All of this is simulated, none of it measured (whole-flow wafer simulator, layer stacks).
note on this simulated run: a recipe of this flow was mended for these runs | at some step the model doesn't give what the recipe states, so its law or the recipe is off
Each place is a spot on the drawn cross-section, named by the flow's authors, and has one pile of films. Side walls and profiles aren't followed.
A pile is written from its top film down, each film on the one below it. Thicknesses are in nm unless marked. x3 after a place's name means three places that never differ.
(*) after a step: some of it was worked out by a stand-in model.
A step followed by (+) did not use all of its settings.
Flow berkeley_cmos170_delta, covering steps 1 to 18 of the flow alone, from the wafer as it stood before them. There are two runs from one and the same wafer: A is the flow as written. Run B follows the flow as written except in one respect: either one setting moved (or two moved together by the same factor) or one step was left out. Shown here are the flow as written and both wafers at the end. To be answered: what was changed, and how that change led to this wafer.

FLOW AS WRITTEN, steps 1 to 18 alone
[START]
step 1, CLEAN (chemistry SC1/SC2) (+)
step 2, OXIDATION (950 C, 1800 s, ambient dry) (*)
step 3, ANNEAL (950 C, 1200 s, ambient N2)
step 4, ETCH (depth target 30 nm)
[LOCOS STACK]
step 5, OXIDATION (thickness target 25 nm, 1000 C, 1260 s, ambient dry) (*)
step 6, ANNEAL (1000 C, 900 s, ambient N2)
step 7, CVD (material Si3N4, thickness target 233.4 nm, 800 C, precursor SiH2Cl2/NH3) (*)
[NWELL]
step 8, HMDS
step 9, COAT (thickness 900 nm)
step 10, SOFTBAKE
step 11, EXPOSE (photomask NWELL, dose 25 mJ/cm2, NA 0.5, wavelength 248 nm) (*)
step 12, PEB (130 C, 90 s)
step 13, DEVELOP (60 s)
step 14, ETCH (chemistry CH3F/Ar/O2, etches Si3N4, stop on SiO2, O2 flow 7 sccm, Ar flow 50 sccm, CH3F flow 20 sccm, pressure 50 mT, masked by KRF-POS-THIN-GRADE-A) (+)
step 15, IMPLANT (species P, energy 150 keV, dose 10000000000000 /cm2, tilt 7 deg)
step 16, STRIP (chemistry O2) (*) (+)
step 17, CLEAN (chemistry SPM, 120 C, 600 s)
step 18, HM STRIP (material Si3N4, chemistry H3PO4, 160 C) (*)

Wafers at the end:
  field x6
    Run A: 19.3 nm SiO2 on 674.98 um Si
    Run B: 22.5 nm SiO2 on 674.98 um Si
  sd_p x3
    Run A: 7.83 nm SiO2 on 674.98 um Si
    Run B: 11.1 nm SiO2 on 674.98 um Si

What caused this: step 4, ETCH: depth target 10 nm was run, whereas the flow has depth target 30 nm.

How this came from the change, step by step:
  step 4, ETCH (depth target 30 nm)
      field x6, sd_p x3: A -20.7 SiO2 (all of it) | B -10 SiO2
  step 5, OXIDATION (thickness target 25 nm, 1000 C, 1260 s, ambient dry) (*)
      field x6, sd_p x3: A +26.6 SiO2 (new film), -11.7 Si | B +19.1 SiO2, -8.4 Si
